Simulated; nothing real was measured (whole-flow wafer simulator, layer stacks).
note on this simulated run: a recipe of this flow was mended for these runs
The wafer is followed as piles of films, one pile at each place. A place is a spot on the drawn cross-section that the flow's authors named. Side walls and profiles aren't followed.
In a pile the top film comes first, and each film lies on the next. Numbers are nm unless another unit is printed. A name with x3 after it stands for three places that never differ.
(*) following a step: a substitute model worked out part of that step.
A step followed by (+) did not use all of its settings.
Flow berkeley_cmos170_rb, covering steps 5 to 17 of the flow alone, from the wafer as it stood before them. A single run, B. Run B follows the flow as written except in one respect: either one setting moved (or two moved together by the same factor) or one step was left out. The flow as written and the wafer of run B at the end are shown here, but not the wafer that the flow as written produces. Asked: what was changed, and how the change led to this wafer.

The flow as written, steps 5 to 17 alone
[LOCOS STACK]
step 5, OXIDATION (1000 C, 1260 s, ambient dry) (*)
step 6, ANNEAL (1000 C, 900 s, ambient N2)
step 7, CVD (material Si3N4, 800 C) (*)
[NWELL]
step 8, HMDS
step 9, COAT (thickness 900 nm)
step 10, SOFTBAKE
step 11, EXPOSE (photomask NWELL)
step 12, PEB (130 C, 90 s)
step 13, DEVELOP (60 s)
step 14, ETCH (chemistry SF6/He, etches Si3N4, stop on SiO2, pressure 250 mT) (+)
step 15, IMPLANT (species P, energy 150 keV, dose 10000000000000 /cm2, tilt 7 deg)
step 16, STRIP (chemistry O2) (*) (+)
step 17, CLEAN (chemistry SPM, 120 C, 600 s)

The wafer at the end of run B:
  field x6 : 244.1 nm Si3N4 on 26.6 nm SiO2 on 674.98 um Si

The reason: step 7, CVD: 808 C was run, while the flow as written has 800 C.

The path from the change to this, step by step:
  step 7, CVD (material Si3N4, 800 C) (*)
      field x6, sd_p x3: +244.1 Si3N4 (new film) (as written it would have been: +220 Si3N4 (new film))
  step 14, ETCH (chemistry SF6/He, etches Si3N4, stop on SiO2, pressure 250 mT) (+)
      field x6: -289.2 KrF-resist (as written it would have been: -263 KrF-resist)
      sd_p x3: -244.1 Si3N4 (all of it), -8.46 SiO2 (as written it would have been: -220 Si3N4 (all of it), -8.46 SiO2)
  step 16, STRIP (chemistry O2) (*) (+)
      field x6: -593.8 KrF-resist (all of it) (as written it would have been: -620 KrF-resist (all of it))
